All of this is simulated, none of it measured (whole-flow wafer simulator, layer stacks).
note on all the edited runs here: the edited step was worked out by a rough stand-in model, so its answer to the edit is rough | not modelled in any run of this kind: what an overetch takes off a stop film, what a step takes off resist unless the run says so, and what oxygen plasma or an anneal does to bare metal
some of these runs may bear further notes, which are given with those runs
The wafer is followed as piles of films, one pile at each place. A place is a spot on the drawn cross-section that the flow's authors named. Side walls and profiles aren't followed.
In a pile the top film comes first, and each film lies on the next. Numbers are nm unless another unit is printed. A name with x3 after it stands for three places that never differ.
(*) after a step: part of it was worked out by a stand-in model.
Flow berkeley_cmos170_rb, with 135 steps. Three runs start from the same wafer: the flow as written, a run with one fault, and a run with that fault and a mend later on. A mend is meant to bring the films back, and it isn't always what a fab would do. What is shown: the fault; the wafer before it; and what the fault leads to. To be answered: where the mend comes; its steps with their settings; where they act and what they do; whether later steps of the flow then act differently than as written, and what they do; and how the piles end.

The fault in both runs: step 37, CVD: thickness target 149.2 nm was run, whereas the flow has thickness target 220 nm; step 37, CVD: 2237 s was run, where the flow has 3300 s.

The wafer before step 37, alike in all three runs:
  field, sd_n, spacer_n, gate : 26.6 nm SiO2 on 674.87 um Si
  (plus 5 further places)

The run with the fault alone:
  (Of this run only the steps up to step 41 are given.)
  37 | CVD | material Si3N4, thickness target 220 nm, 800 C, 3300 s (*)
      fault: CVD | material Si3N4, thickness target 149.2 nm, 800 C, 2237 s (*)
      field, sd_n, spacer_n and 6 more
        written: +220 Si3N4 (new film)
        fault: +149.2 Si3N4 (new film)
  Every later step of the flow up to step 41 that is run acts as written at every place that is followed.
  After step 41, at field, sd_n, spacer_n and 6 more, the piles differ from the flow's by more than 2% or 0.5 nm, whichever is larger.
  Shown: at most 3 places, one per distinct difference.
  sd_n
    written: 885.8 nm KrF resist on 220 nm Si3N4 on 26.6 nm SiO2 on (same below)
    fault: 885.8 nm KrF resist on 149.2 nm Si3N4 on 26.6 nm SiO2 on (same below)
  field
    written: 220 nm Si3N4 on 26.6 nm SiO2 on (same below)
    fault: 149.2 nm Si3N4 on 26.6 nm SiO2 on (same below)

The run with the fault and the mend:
  After step 37 comes the mend.
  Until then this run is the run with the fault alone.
  37a | ETCH | chemistry h3po4, depth target 171.3 nm (the flow's step 30, run once more with other settings)
      field, sd_n, spacer_n and 6 more
        -149.2 Si3N4 (all of it)
  37b | CLEAN (*)
      does not change any film at any place that is followed
  37c | CVD | material Si3N4, thickness target 220 nm, 800 C, 3300 s (*) (the flow's step 37, run once more)
      field, sd_n, spacer_n and 6 more
        +220 Si3N4 (new film)
  Every later step of the flow that is run acts as written at every place that is followed.
  At every place that both follow, the piles at the end match the flow's.
